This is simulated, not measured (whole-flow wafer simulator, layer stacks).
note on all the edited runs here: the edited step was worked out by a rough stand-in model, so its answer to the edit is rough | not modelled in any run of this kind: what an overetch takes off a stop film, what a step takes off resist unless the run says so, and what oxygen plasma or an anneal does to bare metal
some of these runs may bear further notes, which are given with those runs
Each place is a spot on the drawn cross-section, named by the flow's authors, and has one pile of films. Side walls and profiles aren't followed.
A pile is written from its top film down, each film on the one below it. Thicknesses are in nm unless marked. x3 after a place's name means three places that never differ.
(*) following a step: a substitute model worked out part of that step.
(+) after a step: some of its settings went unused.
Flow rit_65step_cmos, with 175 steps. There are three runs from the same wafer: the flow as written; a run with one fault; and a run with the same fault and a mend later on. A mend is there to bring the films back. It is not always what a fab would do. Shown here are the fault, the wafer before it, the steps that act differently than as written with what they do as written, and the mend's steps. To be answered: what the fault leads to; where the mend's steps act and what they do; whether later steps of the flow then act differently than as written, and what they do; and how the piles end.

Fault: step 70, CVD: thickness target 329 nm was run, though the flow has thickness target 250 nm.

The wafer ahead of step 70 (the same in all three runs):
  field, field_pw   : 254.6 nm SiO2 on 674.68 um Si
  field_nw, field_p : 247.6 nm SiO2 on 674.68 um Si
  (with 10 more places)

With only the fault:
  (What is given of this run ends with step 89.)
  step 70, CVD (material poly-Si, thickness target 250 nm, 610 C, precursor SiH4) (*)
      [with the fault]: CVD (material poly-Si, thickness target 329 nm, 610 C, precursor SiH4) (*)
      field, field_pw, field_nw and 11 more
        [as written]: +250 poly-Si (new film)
        [with the fault]: +329 poly-Si (new film)
  Steps later in the flow that act otherwise than as written (3 other steps are not shown; they differ only slightly, by no more than 2% or 0.5 nm, whichever is larger):
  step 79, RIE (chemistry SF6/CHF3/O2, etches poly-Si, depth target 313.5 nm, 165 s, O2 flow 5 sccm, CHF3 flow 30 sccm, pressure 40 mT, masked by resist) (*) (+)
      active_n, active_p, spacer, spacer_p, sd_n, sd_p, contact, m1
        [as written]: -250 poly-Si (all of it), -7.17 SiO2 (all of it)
        [with the fault]: -313.5 poly-Si
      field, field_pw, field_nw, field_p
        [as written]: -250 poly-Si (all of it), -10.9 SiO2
        [with the fault]: -313.5 poly-Si
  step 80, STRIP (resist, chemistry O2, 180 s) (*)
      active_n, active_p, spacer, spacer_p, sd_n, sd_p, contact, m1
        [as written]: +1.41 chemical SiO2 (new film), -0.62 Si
        [with the fault]: +1.41 chemical SiO2 (new film), -0.62 poly-Si
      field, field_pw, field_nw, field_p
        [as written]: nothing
        [with the fault]: +1.41 chemical SiO2 (new film), -0.62 poly-Si
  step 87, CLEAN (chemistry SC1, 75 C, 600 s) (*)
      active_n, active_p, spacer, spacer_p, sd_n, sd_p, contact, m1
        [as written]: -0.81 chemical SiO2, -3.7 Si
        [with the fault]: -0.81 chemical SiO2, -3.7 poly-Si
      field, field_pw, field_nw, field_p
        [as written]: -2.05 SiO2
        [with the fault]: -0.81 chemical SiO2, -3.7 poly-Si
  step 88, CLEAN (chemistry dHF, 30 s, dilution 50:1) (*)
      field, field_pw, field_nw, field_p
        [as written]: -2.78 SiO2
        [with the fault]: -0.6 chemical SiO2 (all of it)
  After step 89, at field, field_pw, field_nw and 11 more, the piles differ from the flow's by more than 2% or 0.5 nm, whichever is larger.
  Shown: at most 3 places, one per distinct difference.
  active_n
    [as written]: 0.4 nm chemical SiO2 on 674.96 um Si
    [with the fault]: 0.4 nm chemical SiO2 on 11 nm poly-Si on 7.17 nm SiO2 on 674.97 um Si
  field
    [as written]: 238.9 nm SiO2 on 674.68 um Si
    [with the fault]: 0.4 nm chemical SiO2 on 11 nm poly-Si on 254.6 nm SiO2 on 674.68 um Si
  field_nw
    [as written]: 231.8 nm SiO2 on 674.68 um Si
    [with the fault]: 0.4 nm chemical SiO2 on 11 nm poly-Si on 247.6 nm SiO2 on 674.68 um Si

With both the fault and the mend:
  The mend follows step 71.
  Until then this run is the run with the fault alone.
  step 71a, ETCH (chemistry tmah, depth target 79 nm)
      field, field_pw, field_nw and 11 more
        -79 poly-Si
  Every later step of the flow that is run acts as written at every place that is followed.
  At every place that both follow, the piles at the end match the flow's.
